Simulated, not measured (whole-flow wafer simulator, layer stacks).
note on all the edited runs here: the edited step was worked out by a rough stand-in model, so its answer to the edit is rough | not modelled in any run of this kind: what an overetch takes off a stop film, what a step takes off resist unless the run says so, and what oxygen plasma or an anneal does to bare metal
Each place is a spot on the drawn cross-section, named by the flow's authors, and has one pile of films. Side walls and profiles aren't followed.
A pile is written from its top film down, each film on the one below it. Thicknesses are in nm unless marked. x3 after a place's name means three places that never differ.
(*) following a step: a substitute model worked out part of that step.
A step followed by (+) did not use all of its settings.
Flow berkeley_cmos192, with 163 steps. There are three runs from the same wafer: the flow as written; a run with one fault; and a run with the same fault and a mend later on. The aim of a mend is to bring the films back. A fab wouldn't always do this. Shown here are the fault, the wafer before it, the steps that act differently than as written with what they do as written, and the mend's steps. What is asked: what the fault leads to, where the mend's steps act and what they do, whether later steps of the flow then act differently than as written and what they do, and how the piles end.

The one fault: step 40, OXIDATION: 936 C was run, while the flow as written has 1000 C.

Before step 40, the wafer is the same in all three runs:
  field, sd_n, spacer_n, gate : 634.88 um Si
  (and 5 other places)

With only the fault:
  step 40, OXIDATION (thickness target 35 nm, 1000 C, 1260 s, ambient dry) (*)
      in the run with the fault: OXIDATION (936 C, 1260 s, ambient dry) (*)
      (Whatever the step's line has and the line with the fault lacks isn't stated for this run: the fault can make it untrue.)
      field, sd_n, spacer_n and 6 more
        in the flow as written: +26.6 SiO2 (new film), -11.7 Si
        in the run with the fault: +14 SiO2 (new film), -6.16 Si
  Steps later in the flow that act otherwise than as written (43 other steps are not shown; they differ only slightly, by no more than 2% or 0.5 nm, whichever is larger):
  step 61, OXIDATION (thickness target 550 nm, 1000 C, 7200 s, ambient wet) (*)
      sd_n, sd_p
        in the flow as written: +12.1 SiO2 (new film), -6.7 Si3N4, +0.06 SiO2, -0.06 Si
        in the run with the fault: +12.1 SiO2 (new film), -6.7 Si3N4
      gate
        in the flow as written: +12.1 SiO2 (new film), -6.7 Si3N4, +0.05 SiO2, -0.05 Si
        in the run with the fault: +12.1 SiO2 (new film), -6.7 Si3N4
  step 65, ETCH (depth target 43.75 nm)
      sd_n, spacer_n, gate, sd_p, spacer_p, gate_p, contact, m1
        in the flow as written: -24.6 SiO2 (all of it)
        in the run with the fault: -12 SiO2 (all of it)
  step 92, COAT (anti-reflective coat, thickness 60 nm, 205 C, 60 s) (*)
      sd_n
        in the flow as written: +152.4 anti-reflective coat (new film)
        in the run with the fault: +146.8 anti-reflective coat (new film)
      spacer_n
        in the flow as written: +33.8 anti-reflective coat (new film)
        in the run with the fault: +35.8 anti-reflective coat (new film)
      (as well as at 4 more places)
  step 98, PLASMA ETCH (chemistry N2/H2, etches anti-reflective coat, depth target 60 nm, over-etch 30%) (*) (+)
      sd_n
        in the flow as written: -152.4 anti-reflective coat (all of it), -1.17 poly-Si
        in the run with the fault: -146.8 anti-reflective coat (all of it), -1.13 poly-Si
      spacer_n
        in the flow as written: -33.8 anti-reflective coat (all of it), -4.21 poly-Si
        in the run with the fault: -35.8 anti-reflective coat (all of it), -3.98 poly-Si
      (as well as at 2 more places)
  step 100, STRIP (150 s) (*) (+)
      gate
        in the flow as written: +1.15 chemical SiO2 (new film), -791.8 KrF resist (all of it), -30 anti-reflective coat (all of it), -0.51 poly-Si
        in the run with the fault: +1.15 chemical SiO2 (new film), -785.3 KrF resist (all of it), -32.1 anti-reflective coat (all of it), -0.51 poly-Si
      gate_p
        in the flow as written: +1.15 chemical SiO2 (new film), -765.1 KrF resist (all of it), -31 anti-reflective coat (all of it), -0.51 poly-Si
        in the run with the fault: +1.15 chemical SiO2 (new film), -760.7 KrF resist (all of it), -32.6 anti-reflective coat (all of it), -0.51 poly-Si
  When the end is reached, the piles differ only a little from the flow's at the places that both follow, at most by 2% or 0.5 nm, whichever is larger.

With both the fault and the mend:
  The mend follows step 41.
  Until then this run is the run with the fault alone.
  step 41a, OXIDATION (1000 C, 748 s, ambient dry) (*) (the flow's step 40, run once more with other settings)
      field, sd_n, spacer_n and 6 more
        +12.6 SiO2, -5.54 Si
  Every later step of the flow that is run acts as written, at every place that is followed, to within 2% or 0.5 nm, whichever is larger.
  By the end, the piles equal the flow's at every place that both follow.
